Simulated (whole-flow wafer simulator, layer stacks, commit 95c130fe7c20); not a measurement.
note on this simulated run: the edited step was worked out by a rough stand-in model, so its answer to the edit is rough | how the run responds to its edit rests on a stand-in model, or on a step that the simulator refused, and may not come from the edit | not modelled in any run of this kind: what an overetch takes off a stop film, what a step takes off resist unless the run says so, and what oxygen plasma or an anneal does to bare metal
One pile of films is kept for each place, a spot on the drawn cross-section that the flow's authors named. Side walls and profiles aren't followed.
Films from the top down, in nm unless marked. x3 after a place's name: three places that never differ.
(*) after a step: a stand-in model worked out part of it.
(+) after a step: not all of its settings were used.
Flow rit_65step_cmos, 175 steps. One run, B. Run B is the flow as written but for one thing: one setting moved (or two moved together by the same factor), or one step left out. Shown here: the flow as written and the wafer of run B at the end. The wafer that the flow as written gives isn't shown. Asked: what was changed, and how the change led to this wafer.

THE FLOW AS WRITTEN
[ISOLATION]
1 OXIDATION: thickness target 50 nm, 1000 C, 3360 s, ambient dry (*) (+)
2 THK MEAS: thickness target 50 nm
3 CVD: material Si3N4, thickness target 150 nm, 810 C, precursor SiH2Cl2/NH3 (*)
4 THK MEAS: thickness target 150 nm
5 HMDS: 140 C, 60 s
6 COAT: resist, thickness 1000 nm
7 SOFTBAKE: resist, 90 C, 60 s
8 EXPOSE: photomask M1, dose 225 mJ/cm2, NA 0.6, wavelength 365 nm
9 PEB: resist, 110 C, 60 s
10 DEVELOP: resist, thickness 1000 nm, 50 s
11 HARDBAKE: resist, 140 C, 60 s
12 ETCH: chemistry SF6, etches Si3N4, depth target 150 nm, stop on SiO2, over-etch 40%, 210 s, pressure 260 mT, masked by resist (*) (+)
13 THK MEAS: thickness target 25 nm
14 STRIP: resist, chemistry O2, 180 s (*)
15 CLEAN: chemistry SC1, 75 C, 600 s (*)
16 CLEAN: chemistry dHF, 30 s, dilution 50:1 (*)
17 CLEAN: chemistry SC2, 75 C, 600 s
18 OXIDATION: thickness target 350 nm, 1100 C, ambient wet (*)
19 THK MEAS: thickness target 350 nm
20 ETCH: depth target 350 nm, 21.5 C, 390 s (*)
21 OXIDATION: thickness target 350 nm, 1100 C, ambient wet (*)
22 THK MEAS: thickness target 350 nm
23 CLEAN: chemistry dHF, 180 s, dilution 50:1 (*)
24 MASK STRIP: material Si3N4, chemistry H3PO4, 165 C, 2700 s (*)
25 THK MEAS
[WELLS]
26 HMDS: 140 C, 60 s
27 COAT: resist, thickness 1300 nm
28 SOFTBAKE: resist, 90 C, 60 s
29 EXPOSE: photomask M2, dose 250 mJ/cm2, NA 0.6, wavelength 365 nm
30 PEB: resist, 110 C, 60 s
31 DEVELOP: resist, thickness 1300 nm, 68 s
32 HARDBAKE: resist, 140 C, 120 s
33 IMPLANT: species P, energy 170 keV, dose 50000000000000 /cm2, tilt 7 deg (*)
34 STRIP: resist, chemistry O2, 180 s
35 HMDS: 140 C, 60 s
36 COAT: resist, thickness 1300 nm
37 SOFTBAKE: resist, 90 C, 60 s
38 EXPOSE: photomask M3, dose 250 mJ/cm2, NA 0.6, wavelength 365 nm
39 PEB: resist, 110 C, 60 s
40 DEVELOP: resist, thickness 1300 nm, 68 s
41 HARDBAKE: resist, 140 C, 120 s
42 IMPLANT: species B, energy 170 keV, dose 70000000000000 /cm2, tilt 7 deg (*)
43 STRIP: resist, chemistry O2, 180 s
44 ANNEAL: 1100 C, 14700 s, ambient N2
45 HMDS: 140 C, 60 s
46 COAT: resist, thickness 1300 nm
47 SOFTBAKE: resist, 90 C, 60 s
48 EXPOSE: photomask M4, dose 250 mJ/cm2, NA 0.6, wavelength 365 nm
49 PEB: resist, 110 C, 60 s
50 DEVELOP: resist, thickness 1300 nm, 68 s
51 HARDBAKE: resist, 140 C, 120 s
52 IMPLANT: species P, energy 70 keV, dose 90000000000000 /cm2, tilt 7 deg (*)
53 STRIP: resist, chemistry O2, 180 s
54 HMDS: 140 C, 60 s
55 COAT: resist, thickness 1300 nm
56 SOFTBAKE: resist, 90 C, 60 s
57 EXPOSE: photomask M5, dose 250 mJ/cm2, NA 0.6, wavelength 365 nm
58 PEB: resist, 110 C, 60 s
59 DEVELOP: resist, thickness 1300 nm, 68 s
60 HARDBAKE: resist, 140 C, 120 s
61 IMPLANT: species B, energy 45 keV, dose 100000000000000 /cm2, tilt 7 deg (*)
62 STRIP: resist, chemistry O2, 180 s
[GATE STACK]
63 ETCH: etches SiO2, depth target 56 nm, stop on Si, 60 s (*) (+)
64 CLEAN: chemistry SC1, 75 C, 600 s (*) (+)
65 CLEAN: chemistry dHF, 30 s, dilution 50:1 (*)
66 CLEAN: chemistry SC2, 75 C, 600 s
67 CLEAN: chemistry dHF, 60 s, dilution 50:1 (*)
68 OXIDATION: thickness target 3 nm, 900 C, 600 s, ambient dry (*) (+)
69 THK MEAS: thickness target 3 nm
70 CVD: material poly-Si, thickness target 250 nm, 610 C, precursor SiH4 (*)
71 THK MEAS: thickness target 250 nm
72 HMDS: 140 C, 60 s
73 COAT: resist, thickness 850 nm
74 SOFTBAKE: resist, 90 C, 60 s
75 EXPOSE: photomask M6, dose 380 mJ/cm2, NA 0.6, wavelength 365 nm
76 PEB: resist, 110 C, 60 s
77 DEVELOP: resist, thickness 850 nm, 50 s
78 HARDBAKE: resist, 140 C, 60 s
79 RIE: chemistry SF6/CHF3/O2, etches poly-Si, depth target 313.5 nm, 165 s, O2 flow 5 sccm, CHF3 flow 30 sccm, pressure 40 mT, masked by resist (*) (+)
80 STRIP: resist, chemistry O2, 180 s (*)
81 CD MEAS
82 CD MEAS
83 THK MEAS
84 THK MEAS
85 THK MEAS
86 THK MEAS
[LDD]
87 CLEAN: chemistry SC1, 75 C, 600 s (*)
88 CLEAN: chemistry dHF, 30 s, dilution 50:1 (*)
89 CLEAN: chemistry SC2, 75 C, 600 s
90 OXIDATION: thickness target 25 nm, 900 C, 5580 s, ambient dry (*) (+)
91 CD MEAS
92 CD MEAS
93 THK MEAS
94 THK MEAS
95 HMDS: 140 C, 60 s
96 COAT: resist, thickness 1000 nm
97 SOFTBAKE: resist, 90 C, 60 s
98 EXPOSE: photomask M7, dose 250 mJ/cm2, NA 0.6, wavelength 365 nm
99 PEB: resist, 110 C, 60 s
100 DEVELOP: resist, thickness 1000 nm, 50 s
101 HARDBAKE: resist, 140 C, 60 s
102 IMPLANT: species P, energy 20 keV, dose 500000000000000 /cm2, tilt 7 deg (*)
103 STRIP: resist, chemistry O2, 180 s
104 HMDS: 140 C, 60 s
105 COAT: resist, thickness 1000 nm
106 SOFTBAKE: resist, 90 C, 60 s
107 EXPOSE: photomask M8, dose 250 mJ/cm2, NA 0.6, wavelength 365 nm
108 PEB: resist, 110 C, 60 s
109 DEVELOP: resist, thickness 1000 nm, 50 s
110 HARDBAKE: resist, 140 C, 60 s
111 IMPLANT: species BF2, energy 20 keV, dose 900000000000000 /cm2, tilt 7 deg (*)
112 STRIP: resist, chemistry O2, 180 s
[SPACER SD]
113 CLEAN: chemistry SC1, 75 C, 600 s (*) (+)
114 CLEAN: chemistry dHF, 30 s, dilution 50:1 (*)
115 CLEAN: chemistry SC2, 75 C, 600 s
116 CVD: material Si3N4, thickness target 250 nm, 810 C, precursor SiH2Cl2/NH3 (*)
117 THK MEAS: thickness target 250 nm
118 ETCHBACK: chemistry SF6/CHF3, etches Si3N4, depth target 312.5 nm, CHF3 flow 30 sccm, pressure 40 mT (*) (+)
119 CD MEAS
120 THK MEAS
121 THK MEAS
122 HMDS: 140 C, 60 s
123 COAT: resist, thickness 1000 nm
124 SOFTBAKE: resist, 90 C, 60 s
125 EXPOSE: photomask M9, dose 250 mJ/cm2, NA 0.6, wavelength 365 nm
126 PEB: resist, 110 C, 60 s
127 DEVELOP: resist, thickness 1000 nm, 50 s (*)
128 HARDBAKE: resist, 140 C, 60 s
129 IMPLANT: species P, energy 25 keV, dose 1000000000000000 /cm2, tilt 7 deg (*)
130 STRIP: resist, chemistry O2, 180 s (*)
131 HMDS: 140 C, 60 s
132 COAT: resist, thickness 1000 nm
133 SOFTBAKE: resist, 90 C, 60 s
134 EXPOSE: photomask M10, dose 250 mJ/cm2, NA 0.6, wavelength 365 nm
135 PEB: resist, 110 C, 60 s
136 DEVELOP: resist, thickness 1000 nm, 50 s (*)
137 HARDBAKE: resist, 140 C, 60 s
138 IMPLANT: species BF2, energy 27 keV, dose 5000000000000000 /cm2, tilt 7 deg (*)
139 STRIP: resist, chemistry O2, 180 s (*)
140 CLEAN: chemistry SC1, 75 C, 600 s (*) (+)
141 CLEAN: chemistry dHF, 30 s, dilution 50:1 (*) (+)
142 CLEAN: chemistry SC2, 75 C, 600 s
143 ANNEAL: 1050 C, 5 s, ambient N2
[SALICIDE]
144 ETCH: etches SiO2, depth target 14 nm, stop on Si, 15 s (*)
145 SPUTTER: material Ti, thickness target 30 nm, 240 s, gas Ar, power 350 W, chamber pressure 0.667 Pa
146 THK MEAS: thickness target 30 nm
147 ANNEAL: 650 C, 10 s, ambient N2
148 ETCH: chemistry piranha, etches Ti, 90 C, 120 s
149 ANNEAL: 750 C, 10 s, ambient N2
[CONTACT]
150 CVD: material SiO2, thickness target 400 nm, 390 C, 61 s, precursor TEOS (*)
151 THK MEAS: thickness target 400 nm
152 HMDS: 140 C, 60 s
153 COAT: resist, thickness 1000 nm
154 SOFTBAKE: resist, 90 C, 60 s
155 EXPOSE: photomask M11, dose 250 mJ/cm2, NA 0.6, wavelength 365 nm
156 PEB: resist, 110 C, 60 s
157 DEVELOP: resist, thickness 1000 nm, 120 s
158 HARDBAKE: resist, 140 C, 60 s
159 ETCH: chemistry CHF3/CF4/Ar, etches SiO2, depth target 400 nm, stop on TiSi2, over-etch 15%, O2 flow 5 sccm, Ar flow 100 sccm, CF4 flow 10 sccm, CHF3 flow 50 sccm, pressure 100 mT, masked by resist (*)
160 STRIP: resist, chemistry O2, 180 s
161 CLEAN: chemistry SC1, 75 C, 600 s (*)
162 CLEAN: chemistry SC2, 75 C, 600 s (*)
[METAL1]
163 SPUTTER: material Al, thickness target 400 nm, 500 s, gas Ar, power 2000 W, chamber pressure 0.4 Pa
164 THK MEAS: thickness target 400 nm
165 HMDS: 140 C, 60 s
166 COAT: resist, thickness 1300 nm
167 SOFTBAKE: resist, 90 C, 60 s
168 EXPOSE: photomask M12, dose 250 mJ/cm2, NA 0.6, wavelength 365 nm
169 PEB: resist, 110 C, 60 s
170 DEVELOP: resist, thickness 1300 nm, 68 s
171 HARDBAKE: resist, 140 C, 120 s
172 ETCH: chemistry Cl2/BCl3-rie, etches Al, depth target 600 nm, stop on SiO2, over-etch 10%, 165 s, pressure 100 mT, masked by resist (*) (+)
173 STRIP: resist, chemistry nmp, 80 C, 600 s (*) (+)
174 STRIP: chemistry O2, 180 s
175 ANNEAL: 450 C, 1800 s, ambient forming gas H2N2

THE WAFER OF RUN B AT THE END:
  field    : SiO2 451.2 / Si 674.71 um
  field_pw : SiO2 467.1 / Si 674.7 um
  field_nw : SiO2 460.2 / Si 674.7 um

The cause: step 21, OXIDATION: thickness target 280 nm was run, where the flow has thickness target 350 nm.

How the change led to this, step by step:
  21 OXIDATION: thickness target 350 nm, 1100 C, ambient wet (*)
      active_n, active_p, gate_n and 7 more: SiO2 +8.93 (new film), Si3N4 -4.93 (as written it would be: SiO2 +12 (new film), Si3N4 -6.61)
      field, field_pw, field_nw, field_p: SiO2 +280 (new film), Si -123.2 (as written it would be: SiO2 +350 (new film), Si -154)
  23 CLEAN: chemistry dHF, 180 s, dilution 50:1 (*)
      active_n, active_p, gate_n and 7 more: SiO2 -8.93 (all of it), Si3N4 -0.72 (as written it would be: SiO2 -12 (all of it), Si3N4 -0.44)
  27 COAT: resist, thickness 1300 nm
      field: resist +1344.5 (new film) (as written it would be: resist +1315.7 (new film))
      field_p: resist +1344.4 (new film) (as written it would be: resist +1315.6 (new film))
  30 PEB: resist, 110 C, 60 s
      field, field_p: resist -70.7 (as written it would be: resist -69.2)
  31 DEVELOP: resist, thickness 1300 nm, 68 s
      field_p: resist -1273.7 (all of it) (as written it would be: resist -1246.4 (all of it))
  32 HARDBAKE: resist, 140 C, 120 s
      field: resist -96 (as written it would be: resist -94)
  34 STRIP: resist, chemistry O2, 180 s
      field: resist -1177.8 (all of it) (as written it would be: resist -1152.5 (all of it))
  36 COAT: resist, thickness 1300 nm
      field: resist +1344.5 (new film) (as written it would be: resist +1315.7 (new film))
      field_p: resist +1344.4 (new film) (as written it would be: resist +1315.6 (new film))
  39 PEB: resist, 110 C, 60 s
      field, field_p: resist -70.7 (as written it would be: resist -69.2)
  40 DEVELOP: resist, thickness 1300 nm, 68 s
      field: resist -1273.8 (all of it) (as written it would be: resist -1246.5 (all of it))
  41 HARDBAKE: resist, 140 C, 120 s
      field_p: resist -96 (as written it would be: resist -94)
  43 STRIP: resist, chemistry O2, 180 s
      field_p: resist -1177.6 (all of it) (as written it would be: resist -1152.5 (all of it))
  46 COAT: resist, thickness 1300 nm
      field: resist +1344.5 (new film) (as written it would be: resist +1315.7 (new film))
      field_p: resist +1344.4 (new film) (as written it would be: resist +1315.6 (new film))
  49 PEB: resist, 110 C, 60 s
      field, field_p: resist -70.7 (as written it would be: resist -69.2)
  50 DEVELOP: resist, thickness 1300 nm, 68 s
      field_p: resist -1273.7 (all of it) (as written it would be: resist -1246.4 (all of it))
  51 HARDBAKE: resist, 140 C, 120 s
      field: resist -96 (as written it would be: resist -94)
  ... 36 more steps ...
  170 DEVELOP: resist, thickness 1300 nm, 68 s
      field: resist -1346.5 (all of it) (as written it would be: resist -1316.6 (all of it))
      field_p: resist -1354 (all of it) (as written it would be: resist -1324.1 (all of it))
